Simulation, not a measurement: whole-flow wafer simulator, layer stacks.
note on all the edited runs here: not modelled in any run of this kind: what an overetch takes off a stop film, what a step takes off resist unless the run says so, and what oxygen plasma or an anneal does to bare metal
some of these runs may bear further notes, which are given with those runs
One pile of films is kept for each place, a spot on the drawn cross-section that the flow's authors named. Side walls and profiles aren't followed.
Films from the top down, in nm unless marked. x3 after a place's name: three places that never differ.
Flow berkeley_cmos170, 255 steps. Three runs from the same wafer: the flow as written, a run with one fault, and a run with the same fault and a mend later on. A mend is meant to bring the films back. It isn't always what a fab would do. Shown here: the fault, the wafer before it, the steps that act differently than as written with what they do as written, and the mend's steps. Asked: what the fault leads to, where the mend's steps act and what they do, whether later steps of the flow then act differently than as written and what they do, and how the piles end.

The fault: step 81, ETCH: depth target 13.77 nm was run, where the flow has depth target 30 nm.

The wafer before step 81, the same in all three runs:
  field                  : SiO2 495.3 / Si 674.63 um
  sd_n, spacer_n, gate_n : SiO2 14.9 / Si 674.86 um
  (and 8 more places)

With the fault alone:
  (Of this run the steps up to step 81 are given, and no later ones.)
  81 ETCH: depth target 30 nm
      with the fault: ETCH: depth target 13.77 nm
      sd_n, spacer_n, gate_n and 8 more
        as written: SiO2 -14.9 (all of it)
        with the fault: SiO2 -13.8
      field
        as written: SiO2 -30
        with the fault: SiO2 -13.8
  After step 81 the piles differ from the flow's by more than 2% or 0.5 nm, whichever is larger, at field, sd_n, spacer_n and 9 more.
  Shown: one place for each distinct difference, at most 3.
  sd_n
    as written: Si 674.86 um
    with the fault: SiO2 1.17 / Si 674.86 um
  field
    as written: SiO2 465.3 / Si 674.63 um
    with the fault: SiO2 481.5 / Si 674.63 um

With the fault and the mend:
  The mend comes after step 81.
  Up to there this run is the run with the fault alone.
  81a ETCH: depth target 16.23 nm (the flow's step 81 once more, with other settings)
      sd_n, spacer_n, gate_n and 8 more
        SiO2 -1.17 (all of it)
      field
        SiO2 -16.2
  No later step of the flow acts differently than as written at any place that is followed.
  At the end the piles are the same as the flow's at every place that both follow.
